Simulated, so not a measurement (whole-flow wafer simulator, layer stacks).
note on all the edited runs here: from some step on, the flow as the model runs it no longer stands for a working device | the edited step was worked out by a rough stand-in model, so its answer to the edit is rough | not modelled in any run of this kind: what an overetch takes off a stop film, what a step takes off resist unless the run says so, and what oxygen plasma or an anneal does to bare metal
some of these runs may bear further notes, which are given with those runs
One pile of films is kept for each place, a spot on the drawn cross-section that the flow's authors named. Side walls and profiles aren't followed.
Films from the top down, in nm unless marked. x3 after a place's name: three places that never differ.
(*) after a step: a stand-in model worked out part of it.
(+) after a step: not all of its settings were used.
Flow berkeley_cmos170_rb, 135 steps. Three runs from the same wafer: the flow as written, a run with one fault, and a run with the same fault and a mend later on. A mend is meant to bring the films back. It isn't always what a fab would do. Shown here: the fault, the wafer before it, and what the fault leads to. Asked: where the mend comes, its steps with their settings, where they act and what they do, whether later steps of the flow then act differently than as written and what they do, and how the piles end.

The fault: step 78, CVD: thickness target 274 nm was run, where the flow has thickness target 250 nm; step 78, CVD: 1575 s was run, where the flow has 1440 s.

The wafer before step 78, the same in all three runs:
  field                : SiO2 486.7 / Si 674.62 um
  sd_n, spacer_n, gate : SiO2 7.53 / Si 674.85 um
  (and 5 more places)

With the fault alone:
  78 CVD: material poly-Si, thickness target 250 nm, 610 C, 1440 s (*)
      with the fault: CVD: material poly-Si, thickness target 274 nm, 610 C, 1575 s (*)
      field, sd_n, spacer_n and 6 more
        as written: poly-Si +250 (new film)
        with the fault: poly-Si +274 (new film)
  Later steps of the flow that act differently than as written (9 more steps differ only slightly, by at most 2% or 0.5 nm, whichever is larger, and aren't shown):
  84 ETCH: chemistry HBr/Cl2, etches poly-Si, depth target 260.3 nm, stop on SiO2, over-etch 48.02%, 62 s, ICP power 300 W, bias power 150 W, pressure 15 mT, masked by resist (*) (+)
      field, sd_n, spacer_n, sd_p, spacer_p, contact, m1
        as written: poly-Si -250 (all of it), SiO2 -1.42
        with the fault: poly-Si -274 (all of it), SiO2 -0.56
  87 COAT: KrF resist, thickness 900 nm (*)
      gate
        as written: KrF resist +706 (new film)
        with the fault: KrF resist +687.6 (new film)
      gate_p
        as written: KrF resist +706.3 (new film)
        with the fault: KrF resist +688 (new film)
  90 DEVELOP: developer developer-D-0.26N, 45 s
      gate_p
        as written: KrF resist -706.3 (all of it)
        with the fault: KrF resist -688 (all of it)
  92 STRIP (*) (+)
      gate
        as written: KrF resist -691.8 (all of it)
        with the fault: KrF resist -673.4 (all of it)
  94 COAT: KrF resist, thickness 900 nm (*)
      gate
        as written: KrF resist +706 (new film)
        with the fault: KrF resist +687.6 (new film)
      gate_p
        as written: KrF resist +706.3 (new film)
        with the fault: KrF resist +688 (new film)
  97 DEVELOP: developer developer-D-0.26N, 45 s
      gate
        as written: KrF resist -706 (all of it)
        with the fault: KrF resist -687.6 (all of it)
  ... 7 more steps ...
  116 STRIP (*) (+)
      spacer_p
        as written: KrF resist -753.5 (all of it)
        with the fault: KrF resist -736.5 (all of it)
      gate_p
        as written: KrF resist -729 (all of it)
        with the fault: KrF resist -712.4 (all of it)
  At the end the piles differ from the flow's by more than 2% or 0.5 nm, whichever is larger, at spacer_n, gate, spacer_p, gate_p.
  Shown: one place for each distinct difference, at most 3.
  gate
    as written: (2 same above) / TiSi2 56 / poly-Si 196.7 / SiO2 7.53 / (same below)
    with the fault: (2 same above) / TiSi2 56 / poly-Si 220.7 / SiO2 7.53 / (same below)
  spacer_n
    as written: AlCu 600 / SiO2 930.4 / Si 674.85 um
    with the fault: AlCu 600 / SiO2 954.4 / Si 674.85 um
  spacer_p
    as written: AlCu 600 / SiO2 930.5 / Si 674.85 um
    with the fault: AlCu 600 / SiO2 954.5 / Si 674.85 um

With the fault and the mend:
  The mend comes after step 78.
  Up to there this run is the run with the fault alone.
  78a ETCH: chemistry tmah, depth target 315.1 nm
      field, sd_n, spacer_n and 6 more
        poly-Si -274 (all of it)
  78b CLEAN (*) (the flow's step 74 once more)
      changes no film at any place that is followed
  78c CVD: material poly-Si, thickness target 250 nm, 610 C, 1440 s (*) (the flow's step 78 once more)
      field, sd_n, spacer_n and 6 more
        poly-Si +250 (new film)
  No later step of the flow acts differently than as written at any place that is followed.
  At the end the piles are the same as the flow's at every place that both follow.
